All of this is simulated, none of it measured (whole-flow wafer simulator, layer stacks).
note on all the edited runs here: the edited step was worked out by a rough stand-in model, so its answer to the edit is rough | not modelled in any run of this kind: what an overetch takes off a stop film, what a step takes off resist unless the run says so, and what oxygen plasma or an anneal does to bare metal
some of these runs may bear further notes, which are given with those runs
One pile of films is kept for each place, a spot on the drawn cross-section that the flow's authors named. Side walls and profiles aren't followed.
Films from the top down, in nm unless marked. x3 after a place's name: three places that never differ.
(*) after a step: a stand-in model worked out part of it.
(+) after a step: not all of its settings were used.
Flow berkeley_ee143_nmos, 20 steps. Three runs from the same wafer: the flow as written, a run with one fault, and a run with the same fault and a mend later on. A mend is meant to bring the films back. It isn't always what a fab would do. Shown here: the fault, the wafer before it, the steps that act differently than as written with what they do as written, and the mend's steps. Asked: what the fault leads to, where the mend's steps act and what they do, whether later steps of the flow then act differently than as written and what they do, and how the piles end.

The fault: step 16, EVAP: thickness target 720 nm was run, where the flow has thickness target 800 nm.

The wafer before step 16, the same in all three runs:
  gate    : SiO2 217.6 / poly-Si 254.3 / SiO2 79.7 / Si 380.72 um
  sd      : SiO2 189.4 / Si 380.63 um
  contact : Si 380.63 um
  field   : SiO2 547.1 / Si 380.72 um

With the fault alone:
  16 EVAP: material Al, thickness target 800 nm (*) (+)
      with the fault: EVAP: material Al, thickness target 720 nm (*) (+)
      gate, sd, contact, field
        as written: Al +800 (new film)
        with the fault: Al +720 (new film)
  Later steps of the flow that act differently than as written:
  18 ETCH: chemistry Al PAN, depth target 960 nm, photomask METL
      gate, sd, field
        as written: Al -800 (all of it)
        with the fault: Al -720 (all of it)
  At the end the piles differ from the flow's by more than 2% or 0.5 nm, whichever is larger, at contact.
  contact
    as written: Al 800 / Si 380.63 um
    with the fault: Al 720 / Si 380.63 um

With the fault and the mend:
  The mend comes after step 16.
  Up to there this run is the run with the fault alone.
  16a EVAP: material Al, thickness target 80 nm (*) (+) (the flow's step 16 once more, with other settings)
      gate, sd, contact, field
        Al +80
  No later step of the flow acts differently than as written at any place that is followed.
  At the end the piles are the same as the flow's at every place that both follow.
